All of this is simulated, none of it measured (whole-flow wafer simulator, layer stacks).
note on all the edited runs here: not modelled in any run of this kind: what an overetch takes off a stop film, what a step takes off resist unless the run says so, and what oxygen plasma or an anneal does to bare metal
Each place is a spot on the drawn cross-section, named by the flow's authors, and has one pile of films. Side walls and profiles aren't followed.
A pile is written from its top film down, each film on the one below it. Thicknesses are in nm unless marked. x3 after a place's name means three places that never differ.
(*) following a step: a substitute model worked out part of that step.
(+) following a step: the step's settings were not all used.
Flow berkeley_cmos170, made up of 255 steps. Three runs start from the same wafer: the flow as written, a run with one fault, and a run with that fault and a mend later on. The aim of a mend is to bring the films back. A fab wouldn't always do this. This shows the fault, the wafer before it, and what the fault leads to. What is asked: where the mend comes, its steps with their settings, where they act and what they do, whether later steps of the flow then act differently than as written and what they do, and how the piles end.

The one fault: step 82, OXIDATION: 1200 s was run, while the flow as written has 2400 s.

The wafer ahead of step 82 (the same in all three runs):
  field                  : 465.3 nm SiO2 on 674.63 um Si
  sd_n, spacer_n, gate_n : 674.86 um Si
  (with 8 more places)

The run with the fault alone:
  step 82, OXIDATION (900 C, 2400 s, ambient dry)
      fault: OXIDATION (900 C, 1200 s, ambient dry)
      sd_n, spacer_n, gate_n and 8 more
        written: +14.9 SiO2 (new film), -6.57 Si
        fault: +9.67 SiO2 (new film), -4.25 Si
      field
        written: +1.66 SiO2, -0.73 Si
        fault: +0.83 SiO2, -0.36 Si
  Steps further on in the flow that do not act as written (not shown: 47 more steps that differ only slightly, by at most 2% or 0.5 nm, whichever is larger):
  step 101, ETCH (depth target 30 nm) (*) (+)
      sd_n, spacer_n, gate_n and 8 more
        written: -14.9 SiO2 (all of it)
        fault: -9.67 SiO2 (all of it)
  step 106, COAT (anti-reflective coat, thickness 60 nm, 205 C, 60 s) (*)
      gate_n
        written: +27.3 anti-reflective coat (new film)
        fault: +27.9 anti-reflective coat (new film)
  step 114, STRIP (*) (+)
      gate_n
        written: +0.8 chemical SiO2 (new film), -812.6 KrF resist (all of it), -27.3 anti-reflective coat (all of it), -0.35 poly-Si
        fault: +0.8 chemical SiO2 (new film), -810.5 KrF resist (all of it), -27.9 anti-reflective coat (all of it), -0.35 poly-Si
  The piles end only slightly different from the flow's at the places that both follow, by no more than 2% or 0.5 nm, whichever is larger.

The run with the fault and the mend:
  After step 82 comes the mend.
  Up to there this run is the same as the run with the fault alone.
  step 82a, OXIDATION (900 C, 1200 s, ambient dry) (the flow's step 82, run once more with other settings)
      sd_n, spacer_n, gate_n and 8 more
        +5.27 SiO2, -2.32 Si
      field
        +0.83 SiO2, -0.36 Si
  None of the later steps of the flow acts differently than as written at any place that is followed.
  By the end, the piles equal the flow's at every place that both follow.
